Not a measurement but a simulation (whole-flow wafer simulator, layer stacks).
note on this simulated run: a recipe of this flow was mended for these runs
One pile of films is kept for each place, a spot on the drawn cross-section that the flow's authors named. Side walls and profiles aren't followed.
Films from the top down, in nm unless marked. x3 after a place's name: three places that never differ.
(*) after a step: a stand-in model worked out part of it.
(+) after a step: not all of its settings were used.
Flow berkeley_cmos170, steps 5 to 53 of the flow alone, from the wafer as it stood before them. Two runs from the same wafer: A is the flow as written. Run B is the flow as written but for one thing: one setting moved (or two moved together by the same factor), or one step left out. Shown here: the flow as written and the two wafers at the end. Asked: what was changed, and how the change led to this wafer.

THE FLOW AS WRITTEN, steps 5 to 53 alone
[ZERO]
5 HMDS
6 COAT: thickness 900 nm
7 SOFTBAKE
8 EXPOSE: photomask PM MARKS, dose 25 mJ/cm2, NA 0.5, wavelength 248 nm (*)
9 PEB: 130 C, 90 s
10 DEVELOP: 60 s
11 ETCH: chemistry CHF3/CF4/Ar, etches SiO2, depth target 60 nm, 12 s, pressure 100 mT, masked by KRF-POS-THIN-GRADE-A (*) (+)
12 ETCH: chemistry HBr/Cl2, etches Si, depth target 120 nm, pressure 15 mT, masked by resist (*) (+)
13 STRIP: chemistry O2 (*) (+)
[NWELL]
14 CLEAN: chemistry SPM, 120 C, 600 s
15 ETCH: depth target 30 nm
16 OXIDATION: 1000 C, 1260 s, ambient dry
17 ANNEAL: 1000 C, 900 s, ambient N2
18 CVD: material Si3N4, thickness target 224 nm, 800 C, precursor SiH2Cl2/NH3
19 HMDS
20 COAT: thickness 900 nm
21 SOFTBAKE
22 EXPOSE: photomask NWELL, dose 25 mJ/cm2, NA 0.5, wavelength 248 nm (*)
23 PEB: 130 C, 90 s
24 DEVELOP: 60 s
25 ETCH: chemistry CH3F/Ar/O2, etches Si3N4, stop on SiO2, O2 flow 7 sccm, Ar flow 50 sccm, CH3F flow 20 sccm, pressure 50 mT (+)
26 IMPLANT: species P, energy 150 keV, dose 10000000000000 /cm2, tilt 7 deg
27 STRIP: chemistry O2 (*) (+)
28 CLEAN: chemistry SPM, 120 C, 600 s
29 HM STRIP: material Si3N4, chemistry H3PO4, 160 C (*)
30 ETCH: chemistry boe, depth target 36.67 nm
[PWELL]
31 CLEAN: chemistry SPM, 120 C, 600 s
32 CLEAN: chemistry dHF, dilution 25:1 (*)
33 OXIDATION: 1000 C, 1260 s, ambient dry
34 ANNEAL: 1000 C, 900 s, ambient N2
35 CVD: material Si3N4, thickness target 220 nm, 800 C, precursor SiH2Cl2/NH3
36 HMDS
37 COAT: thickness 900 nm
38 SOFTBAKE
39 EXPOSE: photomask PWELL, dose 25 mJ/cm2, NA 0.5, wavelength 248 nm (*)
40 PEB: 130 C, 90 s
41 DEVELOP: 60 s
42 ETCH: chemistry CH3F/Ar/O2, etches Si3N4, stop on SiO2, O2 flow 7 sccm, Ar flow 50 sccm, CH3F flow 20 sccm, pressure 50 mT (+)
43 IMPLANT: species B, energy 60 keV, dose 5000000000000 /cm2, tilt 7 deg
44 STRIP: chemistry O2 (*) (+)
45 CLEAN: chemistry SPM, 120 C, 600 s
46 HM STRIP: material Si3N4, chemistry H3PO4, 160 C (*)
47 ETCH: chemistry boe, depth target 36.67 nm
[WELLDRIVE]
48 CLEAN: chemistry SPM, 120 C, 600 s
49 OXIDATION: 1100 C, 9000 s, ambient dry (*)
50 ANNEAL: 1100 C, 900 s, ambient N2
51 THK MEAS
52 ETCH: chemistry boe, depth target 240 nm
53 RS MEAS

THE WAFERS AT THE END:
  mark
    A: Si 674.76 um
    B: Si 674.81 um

The cause: step 12, ETCH: depth target 67 nm was run, where the flow has depth target 120 nm.

How the change led to this, step by step:
  12 ETCH: chemistry HBr/Cl2, etches Si, depth target 120 nm, pressure 15 mT, masked by resist (*) (+)
      field x9, sd_p x3: A KrF-resist -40 | B KrF-resist -22.3
      mark: A Si -120 | B Si -67
  13 STRIP: chemistry O2 (*) (+)
      field x9, sd_p x3: A KrF-resist -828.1 (all of it) | B KrF-resist -845.7 (all of it)
